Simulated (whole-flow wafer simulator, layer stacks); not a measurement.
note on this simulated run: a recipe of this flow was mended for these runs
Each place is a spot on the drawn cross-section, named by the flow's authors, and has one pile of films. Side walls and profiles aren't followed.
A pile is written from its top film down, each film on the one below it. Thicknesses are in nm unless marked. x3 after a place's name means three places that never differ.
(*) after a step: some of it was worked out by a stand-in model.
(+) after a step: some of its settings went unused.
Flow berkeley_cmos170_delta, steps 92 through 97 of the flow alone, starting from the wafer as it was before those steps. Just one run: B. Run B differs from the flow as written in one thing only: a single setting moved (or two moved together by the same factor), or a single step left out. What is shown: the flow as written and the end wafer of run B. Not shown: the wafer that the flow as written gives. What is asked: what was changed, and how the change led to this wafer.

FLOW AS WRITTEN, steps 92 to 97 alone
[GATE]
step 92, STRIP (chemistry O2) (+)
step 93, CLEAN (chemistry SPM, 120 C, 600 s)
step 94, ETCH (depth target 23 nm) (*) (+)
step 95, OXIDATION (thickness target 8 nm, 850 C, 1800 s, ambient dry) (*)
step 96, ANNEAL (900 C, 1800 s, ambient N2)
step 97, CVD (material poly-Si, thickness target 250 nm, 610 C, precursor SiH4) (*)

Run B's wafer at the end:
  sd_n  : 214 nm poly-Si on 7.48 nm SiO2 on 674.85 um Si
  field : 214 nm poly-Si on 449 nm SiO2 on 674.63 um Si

Cause: step 97, CVD: thickness target 214 nm was run, though the flow has thickness target 250 nm.
One can read it off the wafer: sd_n has poly-Si 214, and step 97 as written asks for 250 nm.

The path from the change to this, step by step:
  step 97, CVD (material poly-Si, thickness target 250 nm, 610 C, precursor SiH4) (*)
      field, sd_n, spacer_n, gate, sd_p, spacer_p x2, contact, m1: poly-Si gains 214 (new film) (it would be, as written: poly-Si gains 250 (new film))
